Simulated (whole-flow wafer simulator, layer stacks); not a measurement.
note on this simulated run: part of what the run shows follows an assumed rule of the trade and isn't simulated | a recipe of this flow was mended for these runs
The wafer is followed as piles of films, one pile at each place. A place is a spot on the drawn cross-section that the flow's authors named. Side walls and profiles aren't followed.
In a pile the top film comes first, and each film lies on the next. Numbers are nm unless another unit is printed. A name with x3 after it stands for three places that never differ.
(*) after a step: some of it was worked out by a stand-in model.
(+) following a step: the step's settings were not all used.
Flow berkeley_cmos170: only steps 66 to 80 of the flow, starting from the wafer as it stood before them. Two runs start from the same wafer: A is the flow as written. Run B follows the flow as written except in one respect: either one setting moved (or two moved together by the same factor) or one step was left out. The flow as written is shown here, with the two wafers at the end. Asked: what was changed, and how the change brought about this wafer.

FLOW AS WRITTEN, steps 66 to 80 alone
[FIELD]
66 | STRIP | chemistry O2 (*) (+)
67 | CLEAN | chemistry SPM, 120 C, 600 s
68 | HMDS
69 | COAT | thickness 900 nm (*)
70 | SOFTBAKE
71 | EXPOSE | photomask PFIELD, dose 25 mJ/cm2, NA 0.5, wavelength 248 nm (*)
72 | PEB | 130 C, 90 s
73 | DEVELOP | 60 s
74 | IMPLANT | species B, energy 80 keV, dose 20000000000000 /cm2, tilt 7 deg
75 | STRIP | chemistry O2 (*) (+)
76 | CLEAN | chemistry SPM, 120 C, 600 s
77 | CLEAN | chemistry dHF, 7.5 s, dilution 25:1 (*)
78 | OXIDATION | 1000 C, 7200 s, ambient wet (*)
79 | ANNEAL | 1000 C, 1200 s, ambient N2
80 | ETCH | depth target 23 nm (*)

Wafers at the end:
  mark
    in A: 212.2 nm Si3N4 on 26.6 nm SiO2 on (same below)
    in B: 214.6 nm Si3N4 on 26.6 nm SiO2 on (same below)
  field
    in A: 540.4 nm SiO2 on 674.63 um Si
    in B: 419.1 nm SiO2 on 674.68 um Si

What caused this: step 78, OXIDATION: 965 C was run, though the flow has 1000 C.

How this came from the change, step by step:
  78 | OXIDATION | 1000 C, 7200 s, ambient wet (*)
      mark, spacer_n, gate_n and 7 more: A +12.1 SiO2 (new film), -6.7 Si3N4 | B +7.36 SiO2 (new film), -4.06 Si3N4
      sd_n, sd_p: A +12.1 SiO2 (new film), -6.7 Si3N4, +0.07 SiO2, -0.07 Si | B +7.36 SiO2 (new film), -4.06 Si3N4, +0.07 SiO2, -0.07 Si
      (as well as at 1 more place)
  80 | ETCH | depth target 23 nm (*)
      mark, sd_n, spacer_n and 9 more: A -12.1 SiO2 (all of it), -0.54 Si3N4 | B -7.36 SiO2 (all of it), -0.78 Si3N4
